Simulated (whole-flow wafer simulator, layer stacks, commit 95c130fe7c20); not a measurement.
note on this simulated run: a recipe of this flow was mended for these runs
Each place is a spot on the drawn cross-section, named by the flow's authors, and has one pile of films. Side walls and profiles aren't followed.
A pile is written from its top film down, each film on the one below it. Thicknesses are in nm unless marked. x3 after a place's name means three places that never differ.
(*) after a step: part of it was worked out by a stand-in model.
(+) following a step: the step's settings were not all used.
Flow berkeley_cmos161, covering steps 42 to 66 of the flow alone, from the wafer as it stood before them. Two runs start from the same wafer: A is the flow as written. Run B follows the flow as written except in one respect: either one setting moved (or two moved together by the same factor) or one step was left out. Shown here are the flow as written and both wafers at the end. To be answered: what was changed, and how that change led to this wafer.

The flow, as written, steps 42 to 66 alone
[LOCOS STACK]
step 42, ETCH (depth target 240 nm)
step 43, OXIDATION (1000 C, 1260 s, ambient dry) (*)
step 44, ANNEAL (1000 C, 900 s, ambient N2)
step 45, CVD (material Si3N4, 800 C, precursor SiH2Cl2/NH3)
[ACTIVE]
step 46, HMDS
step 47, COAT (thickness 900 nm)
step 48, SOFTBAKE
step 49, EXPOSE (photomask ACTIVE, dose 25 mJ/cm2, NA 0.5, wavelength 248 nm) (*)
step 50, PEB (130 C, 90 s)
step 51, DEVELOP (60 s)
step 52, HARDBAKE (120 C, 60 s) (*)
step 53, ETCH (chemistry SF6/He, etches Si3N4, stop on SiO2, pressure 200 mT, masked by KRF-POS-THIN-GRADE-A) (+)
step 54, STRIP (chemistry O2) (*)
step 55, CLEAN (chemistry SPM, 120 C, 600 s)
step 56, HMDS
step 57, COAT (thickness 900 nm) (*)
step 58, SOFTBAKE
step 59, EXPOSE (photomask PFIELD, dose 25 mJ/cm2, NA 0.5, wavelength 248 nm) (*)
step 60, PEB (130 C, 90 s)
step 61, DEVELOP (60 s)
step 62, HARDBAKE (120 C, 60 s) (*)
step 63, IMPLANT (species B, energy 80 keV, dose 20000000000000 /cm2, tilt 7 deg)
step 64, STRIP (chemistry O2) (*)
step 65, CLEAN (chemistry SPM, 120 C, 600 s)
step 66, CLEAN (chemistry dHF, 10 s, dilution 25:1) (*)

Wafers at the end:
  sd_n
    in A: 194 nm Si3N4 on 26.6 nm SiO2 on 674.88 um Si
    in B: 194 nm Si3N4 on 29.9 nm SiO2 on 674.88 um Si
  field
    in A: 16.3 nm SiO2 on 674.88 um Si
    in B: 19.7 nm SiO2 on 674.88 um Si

What caused this: step 43, OXIDATION: 1575 s was run, though the flow has 1260 s.

The path from the change to this, step by step:
  step 43, OXIDATION (1000 C, 1260 s, ambient dry) (*)
      field, sd_n, spacer_n and 6 more: A +26.6 SiO2 (new film), -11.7 Si | B +29.9 SiO2 (new film), -13.2 Si
